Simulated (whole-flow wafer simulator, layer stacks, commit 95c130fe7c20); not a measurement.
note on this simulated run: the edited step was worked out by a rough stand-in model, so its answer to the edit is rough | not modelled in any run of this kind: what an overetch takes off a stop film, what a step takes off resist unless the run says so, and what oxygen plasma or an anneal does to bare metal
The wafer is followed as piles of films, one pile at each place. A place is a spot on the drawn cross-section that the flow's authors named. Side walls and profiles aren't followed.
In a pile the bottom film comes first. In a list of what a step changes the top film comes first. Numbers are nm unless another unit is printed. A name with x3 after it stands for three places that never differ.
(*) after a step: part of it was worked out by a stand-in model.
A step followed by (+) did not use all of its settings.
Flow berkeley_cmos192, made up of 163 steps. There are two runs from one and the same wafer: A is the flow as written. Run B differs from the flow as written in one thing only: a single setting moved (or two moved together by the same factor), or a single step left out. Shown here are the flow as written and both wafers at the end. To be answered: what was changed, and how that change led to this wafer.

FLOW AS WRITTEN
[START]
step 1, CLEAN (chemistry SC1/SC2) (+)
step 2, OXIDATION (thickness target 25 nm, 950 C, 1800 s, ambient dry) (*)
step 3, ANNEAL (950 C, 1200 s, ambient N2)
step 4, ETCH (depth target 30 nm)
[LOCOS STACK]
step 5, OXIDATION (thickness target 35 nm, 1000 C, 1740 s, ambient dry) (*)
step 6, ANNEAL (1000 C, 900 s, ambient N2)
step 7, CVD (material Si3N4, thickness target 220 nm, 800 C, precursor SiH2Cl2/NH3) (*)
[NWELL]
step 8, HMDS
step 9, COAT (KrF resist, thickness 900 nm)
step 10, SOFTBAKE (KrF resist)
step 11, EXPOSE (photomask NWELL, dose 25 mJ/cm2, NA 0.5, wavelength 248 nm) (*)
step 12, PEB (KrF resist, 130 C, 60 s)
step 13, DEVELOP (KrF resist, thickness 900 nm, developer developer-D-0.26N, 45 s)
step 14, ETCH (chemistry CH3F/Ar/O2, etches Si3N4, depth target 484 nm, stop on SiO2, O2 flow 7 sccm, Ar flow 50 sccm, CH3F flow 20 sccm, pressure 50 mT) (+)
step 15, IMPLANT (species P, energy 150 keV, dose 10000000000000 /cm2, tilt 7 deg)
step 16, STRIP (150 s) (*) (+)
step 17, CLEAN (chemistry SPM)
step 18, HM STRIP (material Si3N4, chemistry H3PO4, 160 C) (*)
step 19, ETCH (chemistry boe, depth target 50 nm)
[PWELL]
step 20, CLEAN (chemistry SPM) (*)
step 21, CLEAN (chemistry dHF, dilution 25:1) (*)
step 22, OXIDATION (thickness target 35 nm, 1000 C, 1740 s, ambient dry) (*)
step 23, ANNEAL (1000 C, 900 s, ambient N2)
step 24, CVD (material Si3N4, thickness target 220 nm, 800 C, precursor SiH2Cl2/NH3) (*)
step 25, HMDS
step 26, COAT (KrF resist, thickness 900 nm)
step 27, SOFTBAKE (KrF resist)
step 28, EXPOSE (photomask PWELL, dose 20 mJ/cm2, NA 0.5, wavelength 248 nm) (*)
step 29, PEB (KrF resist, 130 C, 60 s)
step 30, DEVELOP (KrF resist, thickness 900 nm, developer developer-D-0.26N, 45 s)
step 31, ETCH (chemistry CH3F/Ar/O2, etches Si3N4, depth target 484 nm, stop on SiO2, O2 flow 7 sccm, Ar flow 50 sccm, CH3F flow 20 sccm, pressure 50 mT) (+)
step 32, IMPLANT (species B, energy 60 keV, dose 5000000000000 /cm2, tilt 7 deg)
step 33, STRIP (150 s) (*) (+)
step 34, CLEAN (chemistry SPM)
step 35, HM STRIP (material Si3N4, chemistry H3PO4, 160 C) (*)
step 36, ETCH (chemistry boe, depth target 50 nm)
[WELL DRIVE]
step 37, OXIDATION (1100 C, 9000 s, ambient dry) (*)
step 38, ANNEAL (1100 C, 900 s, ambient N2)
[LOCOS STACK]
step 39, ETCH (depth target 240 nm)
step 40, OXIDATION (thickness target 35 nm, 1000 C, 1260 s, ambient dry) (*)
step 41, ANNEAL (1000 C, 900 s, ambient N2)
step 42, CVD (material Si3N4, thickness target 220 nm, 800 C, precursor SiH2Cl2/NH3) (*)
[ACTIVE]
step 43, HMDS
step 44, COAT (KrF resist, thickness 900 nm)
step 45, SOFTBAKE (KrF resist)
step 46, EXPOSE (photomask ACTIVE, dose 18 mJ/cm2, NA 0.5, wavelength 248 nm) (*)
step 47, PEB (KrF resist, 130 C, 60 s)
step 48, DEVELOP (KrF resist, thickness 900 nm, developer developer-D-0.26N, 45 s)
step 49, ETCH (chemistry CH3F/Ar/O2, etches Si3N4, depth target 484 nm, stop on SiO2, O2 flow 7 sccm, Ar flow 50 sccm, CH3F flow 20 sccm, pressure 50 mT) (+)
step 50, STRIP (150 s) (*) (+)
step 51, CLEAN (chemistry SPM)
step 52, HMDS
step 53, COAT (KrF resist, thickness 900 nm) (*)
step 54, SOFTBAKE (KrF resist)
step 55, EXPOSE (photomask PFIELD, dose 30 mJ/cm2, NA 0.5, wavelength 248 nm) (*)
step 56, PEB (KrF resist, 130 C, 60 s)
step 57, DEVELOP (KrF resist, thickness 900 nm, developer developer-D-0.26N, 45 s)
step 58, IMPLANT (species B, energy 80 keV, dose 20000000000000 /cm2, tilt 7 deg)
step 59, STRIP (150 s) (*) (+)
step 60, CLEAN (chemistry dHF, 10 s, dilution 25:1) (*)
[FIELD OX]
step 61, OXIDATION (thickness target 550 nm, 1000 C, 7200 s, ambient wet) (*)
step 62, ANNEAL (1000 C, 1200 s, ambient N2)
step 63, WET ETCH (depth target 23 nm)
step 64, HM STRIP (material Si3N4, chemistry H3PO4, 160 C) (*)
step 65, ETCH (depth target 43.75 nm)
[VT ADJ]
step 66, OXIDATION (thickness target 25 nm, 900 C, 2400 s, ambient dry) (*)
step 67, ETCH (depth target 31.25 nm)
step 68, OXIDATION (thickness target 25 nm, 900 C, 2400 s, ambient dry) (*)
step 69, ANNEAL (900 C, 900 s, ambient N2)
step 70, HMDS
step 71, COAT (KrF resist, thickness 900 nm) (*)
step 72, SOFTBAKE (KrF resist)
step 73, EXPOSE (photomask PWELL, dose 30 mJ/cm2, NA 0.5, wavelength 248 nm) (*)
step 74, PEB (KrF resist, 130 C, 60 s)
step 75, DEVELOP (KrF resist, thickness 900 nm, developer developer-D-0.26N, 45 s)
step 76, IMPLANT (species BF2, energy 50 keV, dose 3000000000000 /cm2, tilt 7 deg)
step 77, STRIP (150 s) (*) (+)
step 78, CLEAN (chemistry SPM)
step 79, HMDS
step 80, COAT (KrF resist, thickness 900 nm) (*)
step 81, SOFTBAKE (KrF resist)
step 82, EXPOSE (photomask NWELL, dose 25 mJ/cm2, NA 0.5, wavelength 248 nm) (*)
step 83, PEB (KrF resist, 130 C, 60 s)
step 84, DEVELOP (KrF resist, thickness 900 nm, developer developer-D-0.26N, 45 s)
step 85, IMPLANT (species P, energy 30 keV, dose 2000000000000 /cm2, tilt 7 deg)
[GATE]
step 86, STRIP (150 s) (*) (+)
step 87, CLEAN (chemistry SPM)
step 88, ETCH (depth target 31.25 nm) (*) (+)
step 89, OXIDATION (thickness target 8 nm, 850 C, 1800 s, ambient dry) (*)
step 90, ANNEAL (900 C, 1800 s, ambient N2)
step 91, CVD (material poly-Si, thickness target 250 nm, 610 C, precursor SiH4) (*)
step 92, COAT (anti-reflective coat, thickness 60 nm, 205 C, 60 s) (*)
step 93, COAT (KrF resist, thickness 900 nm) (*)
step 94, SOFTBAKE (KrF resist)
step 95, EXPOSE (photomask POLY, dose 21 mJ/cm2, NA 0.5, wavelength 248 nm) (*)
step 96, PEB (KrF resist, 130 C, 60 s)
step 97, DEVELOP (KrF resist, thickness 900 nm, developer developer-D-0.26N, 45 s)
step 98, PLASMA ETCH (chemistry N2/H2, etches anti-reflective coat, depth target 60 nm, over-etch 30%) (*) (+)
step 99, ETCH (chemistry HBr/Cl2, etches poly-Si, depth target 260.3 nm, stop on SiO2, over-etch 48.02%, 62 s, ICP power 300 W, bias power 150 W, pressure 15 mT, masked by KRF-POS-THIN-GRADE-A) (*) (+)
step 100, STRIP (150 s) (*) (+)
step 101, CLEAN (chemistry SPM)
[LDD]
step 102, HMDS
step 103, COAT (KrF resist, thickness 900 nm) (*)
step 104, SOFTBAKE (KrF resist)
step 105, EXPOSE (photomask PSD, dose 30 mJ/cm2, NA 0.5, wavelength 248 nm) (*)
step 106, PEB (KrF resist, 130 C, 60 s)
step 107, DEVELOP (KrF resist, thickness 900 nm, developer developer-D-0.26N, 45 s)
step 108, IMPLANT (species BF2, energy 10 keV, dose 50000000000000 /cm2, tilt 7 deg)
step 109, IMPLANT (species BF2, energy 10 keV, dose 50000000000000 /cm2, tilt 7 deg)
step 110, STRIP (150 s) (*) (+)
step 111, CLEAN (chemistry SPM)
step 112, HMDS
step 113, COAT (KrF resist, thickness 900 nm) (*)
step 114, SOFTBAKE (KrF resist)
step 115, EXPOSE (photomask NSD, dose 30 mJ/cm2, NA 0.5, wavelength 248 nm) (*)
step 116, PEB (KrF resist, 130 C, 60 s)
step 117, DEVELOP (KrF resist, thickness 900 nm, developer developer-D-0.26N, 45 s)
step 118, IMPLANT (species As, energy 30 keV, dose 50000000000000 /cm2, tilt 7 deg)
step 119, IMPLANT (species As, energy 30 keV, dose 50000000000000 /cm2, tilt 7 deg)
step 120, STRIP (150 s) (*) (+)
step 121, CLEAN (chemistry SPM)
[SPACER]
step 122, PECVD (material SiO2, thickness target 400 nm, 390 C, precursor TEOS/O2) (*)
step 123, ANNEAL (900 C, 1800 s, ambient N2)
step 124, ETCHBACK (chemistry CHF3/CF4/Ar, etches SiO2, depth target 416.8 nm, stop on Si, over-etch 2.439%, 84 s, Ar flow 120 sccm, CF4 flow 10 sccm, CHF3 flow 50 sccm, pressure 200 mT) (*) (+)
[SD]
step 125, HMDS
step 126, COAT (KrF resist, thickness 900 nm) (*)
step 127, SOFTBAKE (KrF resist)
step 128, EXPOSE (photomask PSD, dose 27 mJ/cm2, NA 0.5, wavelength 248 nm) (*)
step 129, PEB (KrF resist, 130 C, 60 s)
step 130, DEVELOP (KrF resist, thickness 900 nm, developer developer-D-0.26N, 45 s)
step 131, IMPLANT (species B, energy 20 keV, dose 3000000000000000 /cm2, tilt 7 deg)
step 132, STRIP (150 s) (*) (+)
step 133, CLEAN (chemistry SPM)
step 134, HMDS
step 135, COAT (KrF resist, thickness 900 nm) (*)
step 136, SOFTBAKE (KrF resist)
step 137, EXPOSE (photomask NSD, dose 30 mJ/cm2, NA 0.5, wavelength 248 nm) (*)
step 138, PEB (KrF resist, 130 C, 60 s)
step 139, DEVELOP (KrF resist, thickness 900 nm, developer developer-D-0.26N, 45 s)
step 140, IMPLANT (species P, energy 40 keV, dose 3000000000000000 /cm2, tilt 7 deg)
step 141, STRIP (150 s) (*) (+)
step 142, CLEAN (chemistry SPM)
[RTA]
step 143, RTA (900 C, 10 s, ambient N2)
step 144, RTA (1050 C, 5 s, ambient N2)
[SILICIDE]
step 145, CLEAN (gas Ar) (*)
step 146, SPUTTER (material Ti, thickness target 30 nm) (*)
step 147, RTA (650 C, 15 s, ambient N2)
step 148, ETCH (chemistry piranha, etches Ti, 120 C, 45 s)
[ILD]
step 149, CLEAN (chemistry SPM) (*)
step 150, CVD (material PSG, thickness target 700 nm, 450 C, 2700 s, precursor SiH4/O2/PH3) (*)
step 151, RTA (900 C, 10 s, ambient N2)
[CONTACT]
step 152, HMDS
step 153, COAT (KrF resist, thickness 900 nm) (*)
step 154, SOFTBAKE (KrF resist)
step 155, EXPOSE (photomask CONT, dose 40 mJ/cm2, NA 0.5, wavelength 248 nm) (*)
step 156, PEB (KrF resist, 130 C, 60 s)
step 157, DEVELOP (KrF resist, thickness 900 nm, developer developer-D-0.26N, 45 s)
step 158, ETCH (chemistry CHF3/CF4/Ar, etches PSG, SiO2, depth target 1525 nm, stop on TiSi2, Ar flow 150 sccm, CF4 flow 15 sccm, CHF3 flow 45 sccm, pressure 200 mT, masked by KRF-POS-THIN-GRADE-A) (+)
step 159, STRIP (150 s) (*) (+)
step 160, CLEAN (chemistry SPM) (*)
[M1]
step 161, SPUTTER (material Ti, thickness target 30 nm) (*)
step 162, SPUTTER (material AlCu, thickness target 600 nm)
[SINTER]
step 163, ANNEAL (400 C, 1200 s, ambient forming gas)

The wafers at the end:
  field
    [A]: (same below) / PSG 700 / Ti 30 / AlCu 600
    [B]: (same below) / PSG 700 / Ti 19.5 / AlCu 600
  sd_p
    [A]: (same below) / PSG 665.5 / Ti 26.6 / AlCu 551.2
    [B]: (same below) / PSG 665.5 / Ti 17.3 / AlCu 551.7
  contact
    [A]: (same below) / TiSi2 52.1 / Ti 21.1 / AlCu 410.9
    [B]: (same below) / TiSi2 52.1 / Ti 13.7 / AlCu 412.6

The reason: step 161, SPUTTER: thickness target 19.47 nm was run, whereas the flow has thickness target 30 nm.
The wafer lets one read it off: field has Ti 19.5, and step 161 as written asks for 30 nm.

Step by step, how the change led to this:
  step 161, SPUTTER (material Ti, thickness target 30 nm) (*)
      field, sd_n, spacer_n, gate, spacer_p, gate_p, m1: A +30 Ti (new film) | B +19.5 Ti (new film)
      sd_p: A +26.6 Ti (new film) | B +17.3 Ti (new film)
      (and at 1 other place as well)
